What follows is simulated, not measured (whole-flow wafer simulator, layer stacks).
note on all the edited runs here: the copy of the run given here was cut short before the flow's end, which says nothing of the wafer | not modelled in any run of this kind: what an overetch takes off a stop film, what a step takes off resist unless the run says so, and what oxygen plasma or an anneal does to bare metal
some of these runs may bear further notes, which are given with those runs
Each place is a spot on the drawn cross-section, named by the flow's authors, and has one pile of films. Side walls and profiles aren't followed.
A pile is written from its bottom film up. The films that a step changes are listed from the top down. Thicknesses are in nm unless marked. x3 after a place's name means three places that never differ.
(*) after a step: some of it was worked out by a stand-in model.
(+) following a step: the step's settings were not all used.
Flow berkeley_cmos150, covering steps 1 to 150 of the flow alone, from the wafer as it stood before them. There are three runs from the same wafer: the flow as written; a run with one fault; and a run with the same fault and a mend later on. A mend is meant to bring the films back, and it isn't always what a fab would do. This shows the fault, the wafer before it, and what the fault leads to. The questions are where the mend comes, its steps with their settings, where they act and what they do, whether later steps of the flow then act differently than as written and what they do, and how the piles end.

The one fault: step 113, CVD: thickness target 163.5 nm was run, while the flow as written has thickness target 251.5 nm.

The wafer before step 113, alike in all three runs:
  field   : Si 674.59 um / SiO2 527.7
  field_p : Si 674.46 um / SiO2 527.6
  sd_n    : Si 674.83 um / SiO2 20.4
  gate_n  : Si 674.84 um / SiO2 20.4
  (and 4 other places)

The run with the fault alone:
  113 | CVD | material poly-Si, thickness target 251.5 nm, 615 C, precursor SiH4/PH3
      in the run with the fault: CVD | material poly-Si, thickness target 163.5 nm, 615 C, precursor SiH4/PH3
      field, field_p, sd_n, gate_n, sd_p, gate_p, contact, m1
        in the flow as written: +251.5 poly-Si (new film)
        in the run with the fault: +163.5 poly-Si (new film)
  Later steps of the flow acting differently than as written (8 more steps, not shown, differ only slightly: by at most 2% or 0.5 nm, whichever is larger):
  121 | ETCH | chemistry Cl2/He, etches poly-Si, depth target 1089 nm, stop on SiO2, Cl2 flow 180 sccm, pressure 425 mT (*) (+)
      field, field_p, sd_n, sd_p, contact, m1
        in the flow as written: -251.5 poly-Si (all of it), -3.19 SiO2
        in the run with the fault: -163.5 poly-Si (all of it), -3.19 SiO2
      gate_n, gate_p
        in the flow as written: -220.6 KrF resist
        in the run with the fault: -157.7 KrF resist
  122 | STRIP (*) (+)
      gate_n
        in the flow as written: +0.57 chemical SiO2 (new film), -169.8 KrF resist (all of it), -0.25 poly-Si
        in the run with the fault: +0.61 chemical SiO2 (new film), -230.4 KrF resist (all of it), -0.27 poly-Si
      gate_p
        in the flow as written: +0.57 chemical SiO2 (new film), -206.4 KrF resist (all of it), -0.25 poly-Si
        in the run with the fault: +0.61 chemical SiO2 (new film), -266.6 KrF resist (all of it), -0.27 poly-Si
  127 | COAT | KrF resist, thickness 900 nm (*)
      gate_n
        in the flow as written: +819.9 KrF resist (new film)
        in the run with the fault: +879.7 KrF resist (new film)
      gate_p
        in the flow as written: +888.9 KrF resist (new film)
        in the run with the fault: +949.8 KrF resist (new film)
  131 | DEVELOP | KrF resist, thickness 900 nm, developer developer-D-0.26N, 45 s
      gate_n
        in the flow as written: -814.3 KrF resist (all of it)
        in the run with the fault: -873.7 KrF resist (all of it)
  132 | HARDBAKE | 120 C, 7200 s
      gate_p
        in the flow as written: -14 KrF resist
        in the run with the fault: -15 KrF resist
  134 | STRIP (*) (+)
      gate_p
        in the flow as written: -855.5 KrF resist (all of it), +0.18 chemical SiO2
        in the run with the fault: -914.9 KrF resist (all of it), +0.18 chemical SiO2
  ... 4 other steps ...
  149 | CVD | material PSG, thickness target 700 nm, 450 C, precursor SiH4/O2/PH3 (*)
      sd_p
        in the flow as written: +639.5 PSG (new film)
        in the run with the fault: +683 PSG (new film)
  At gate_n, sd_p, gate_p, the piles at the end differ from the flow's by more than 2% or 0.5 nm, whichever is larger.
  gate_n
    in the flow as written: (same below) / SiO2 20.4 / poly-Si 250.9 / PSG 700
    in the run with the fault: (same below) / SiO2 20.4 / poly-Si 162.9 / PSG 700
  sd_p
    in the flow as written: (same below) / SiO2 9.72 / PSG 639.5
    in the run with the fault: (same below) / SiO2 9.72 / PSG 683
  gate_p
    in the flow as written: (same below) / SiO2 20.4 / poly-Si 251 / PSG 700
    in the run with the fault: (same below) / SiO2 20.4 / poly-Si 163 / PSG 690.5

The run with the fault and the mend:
  After step 113 comes the mend.
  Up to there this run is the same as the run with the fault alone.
  113a | CVD | material poly-Si, thickness target 88 nm, 615 C, precursor SiH4/PH3 (*) (the flow's step 113, run once more with other settings)
      field, field_p, sd_n, gate_n, sd_p, gate_p, contact, m1
        +88 poly-Si
  Later steps of the flow that are run all act as written at every place that is followed, up to a difference of at most 2% or 0.5 nm, whichever is larger.
  By the end, the piles equal the flow's at every place that both follow.
